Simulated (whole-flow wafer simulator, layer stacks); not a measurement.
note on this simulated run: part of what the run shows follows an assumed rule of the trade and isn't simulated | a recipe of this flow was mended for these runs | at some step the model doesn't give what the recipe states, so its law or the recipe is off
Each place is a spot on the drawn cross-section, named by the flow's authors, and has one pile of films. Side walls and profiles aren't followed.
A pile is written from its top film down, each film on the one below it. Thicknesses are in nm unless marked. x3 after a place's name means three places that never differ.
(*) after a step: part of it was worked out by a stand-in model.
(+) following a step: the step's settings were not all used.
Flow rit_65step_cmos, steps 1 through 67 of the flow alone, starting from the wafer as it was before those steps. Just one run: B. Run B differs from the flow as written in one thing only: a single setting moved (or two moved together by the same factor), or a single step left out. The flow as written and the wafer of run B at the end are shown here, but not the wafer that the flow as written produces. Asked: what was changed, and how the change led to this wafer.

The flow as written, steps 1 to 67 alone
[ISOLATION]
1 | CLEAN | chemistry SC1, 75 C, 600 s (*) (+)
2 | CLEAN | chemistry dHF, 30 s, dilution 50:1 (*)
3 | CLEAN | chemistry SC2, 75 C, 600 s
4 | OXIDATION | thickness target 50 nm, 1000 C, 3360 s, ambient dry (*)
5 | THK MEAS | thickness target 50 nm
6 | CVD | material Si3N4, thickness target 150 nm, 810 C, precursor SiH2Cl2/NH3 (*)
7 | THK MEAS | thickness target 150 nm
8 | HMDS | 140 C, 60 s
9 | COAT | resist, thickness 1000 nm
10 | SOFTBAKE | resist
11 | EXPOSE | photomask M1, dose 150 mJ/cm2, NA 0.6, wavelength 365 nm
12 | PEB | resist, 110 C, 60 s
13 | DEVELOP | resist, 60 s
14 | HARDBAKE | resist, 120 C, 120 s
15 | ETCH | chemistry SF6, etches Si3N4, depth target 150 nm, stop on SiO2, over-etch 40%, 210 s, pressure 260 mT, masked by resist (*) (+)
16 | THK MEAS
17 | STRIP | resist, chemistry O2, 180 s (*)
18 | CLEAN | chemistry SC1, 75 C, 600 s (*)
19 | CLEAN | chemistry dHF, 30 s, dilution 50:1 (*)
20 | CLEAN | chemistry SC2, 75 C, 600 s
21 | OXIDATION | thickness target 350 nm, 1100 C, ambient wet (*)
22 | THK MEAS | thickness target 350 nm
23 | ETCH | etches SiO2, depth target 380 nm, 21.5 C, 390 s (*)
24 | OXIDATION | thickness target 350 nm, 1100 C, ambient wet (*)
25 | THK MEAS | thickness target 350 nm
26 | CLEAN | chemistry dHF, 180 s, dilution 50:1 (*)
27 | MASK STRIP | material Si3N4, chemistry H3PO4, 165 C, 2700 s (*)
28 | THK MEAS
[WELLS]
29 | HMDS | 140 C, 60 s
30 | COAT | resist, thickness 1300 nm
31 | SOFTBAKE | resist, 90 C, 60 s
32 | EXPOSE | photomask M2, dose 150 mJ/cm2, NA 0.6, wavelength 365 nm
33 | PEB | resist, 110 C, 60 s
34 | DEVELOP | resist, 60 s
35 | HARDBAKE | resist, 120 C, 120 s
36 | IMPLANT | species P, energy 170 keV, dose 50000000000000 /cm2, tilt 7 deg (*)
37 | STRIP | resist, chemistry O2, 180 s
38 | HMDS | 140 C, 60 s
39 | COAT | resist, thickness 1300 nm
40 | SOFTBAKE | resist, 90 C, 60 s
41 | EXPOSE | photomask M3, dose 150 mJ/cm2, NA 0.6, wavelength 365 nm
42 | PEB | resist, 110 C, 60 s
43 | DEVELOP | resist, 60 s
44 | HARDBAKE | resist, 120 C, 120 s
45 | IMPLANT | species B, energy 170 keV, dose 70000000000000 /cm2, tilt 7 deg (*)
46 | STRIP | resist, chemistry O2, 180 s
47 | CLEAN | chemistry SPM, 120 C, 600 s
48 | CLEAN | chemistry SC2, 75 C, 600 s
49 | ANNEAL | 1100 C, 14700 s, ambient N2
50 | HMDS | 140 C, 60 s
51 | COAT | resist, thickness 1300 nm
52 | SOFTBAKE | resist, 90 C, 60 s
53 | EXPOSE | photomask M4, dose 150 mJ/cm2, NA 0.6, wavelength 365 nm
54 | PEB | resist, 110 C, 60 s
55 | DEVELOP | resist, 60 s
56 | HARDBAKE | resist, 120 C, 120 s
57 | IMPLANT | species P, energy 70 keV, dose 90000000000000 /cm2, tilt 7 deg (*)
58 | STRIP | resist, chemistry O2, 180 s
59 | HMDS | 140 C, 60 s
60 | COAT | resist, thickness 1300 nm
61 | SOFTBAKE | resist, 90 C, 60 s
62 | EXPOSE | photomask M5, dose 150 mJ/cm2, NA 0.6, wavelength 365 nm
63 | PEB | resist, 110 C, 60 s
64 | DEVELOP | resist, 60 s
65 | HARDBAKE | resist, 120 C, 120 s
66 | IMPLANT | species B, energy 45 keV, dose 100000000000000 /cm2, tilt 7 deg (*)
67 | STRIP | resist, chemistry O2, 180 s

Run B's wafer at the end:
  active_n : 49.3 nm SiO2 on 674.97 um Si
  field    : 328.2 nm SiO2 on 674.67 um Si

The reason: step 27, MASK STRIP: 155 C was run, while the flow as written has 165 C.

How this came from the change, step by step:
  27 | MASK STRIP | material Si3N4, chemistry H3PO4, 165 C, 2700 s (*)
      active_n, active_p, gate_n and 7 more: -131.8 Si3N4 (all of it), -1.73 SiO2 (as written it would have been: -131.8 Si3N4 (all of it), -5.64 SiO2)
      field, field_pw, field_nw, field_p: -5.09 SiO2 (as written it would have been: -10.7 SiO2)
